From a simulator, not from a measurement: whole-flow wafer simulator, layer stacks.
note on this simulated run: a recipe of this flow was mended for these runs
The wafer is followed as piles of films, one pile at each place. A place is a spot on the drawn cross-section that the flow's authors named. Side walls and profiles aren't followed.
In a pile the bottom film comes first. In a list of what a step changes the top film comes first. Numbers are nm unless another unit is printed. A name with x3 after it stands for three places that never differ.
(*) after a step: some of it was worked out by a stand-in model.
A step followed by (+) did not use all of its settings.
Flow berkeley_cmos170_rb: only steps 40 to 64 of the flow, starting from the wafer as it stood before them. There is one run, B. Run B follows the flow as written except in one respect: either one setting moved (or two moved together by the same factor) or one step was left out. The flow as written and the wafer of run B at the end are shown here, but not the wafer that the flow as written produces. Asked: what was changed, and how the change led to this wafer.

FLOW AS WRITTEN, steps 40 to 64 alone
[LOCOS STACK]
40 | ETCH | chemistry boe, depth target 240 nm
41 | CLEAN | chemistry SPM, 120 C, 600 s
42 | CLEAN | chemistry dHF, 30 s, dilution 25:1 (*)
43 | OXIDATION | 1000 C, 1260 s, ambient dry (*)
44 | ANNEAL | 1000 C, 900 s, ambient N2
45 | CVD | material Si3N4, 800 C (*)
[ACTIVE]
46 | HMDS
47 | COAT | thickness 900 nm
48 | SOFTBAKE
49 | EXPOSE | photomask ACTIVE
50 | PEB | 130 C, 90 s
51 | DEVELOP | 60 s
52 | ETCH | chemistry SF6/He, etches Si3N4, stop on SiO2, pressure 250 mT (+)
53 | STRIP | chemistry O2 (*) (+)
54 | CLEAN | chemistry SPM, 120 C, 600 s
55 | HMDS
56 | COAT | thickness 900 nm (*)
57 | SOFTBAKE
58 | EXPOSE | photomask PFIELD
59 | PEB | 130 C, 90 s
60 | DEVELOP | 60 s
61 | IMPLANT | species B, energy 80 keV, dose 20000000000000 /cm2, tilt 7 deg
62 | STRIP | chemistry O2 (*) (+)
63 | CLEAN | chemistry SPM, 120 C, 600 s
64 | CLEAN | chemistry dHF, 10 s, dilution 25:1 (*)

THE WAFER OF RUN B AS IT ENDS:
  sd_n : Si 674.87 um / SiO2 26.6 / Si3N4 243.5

The reason: step 45, CVD: 808 C was run, while the flow as written has 800 C.

How this came from the change, step by step:
  45 | CVD | material Si3N4, 800 C (*)
      field, sd_n, spacer_n and 6 more: Si3N4 gains 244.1 (new film) (it would be, as written: Si3N4 gains 220 (new film))
  52 | ETCH | chemistry SF6/He, etches Si3N4, stop on SiO2, pressure 250 mT (+)
      sd_n, spacer_n, gate, sd_p, spacer_p, gate_p, contact, m1: KrF-resist loses 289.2 (it would be, as written: KrF-resist loses 263)
      field: Si3N4 loses 244.1 (all of it), SiO2 loses 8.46 (it would be, as written: Si3N4 loses 220 (all of it), SiO2 loses 8.46)
  53 | STRIP | chemistry O2 (*) (+)
      sd_n, spacer_n, gate, sd_p, spacer_p, gate_p, contact, m1: KrF-resist loses 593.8 (all of it) (it would be, as written: KrF-resist loses 620 (all of it))
